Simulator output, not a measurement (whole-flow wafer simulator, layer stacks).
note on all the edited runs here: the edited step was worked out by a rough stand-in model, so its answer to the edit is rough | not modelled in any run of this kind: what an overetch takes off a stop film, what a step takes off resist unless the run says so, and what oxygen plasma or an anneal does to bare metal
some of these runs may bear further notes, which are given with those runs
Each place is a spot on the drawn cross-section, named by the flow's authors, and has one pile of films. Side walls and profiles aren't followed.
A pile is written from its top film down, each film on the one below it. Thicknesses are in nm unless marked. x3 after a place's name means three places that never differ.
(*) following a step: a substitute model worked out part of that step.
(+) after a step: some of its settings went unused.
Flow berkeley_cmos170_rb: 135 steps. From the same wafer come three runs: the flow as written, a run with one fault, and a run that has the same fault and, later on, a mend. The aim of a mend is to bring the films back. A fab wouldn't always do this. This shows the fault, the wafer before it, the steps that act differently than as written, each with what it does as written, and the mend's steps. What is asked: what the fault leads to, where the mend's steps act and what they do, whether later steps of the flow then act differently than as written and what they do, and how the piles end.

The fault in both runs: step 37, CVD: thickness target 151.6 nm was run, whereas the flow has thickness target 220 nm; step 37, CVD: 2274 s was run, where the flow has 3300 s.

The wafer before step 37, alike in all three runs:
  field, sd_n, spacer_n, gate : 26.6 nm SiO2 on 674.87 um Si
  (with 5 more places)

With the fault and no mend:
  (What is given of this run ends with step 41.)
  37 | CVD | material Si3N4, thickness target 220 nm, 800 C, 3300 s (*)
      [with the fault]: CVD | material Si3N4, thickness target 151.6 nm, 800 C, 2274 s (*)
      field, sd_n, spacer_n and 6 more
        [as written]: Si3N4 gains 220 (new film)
        [with the fault]: Si3N4 gains 151.6 (new film)
  Later steps of the flow up to step 41 that are run all act as written at every place that is followed.
  After step 41, at field, sd_n, spacer_n and 6 more, the piles differ from the flow's by more than 2% or 0.5 nm, whichever is larger.
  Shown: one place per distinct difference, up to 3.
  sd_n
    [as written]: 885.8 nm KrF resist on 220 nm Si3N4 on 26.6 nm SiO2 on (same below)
    [with the fault]: 885.8 nm KrF resist on 151.6 nm Si3N4 on 26.6 nm SiO2 on (same below)
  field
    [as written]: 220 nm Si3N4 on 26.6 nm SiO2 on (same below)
    [with the fault]: 151.6 nm Si3N4 on 26.6 nm SiO2 on (same below)

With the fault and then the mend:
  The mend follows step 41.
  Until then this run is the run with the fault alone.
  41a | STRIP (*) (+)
      sd_n, spacer_n, gate, sd_p, spacer_p, gate_p, contact, m1
        KrF resist loses 885.8 (all of it)
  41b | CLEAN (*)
      leaves every film unchanged at each place that is followed
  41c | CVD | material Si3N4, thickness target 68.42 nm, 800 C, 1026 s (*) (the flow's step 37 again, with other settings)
      field, sd_n, spacer_n and 6 more
        Si3N4 gains 68.4
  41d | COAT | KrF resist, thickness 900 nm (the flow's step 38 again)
      field, sd_n, spacer_n and 6 more
        KrF resist gains 900 (new film)
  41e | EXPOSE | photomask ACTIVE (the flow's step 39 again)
      leaves every film unchanged at each place that is followed
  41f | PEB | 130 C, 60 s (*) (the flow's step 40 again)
      leaves every film unchanged at each place that is followed
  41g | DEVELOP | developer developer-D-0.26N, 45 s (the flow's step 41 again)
      sd_n, spacer_n, gate, sd_p, spacer_p, gate_p, contact, m1
        KrF resist loses 14.2
      field
        KrF resist loses 900 (all of it)
  Later steps of the flow that are run all act as written at every place that is followed, up to a difference of at most 2% or 0.5 nm, whichever is larger.
  The piles end the same as the flow's at every place that both follow.
